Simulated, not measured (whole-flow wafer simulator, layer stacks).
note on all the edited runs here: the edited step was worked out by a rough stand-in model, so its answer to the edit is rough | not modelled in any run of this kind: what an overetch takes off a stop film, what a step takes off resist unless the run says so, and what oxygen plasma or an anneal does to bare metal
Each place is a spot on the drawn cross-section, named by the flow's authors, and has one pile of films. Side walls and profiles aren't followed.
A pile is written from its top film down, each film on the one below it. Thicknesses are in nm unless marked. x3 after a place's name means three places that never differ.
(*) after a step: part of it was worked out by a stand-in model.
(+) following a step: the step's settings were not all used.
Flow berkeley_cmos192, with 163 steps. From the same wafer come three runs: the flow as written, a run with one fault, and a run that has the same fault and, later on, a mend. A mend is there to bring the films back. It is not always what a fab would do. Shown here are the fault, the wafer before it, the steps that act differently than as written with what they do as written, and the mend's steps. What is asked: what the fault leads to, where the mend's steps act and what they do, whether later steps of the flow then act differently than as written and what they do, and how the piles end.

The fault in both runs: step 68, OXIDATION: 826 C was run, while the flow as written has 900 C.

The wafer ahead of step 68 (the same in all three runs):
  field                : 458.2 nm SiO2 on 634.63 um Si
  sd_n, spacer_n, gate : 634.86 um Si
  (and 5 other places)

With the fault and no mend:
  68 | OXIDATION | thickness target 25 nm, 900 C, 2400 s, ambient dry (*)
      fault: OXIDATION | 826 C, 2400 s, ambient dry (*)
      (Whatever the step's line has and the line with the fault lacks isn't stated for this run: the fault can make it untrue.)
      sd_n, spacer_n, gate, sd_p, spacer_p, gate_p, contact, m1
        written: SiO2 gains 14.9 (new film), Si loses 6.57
        fault: SiO2 gains 6.9 (new film), Si loses 3.04
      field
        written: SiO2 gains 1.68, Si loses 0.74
        fault: SiO2 gains 0.41, Si loses 0.18
  Later steps of the flow acting differently than as written (not shown: 40 more steps that differ only slightly, by at most 2% or 0.5 nm, whichever is larger):
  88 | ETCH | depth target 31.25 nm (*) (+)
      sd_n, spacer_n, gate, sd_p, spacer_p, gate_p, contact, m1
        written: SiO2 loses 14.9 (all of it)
        fault: SiO2 loses 6.9 (all of it)
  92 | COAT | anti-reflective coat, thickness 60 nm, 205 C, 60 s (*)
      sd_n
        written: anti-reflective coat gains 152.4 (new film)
        fault: anti-reflective coat gains 149.3 (new film)
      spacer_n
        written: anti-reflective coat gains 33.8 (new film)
        fault: anti-reflective coat gains 34.8 (new film)
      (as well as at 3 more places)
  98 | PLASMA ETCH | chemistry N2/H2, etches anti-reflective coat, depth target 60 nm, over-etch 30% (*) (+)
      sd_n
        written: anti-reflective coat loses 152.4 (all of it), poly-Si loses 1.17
        fault: anti-reflective coat loses 149.3 (all of it), poly-Si loses 1.15
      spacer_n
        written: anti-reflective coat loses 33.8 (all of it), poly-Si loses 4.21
        fault: anti-reflective coat loses 34.8 (all of it), poly-Si loses 4.08
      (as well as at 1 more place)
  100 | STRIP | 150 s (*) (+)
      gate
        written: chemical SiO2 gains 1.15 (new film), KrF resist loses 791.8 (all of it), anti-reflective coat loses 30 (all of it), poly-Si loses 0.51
        fault: chemical SiO2 gains 1.15 (new film), KrF resist loses 788.2 (all of it), anti-reflective coat loses 31.2 (all of it), poly-Si loses 0.51
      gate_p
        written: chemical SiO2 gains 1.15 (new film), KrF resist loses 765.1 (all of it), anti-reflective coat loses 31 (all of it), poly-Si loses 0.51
        fault: chemical SiO2 gains 1.15 (new film), KrF resist loses 762.7 (all of it), anti-reflective coat loses 31.8 (all of it), poly-Si loses 0.51
  When the end is reached, the piles differ only a little from the flow's at the places that both follow, at most by 2% or 0.5 nm, whichever is larger.

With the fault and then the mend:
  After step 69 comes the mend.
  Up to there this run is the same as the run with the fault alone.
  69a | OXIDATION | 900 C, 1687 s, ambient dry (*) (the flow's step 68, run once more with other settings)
      sd_n, spacer_n, gate, sd_p, spacer_p, gate_p, contact, m1
        SiO2 gains 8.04, Si loses 3.54
      field
        SiO2 gains 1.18, Si loses 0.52
  None of the later steps of the flow differs from how it acts as written, at any place that is followed, by more than 2% or 0.5 nm, whichever is larger.
  When the end is reached, the piles differ only a little from the flow's at the places that both follow, at most by 2% or 0.5 nm, whichever is larger.
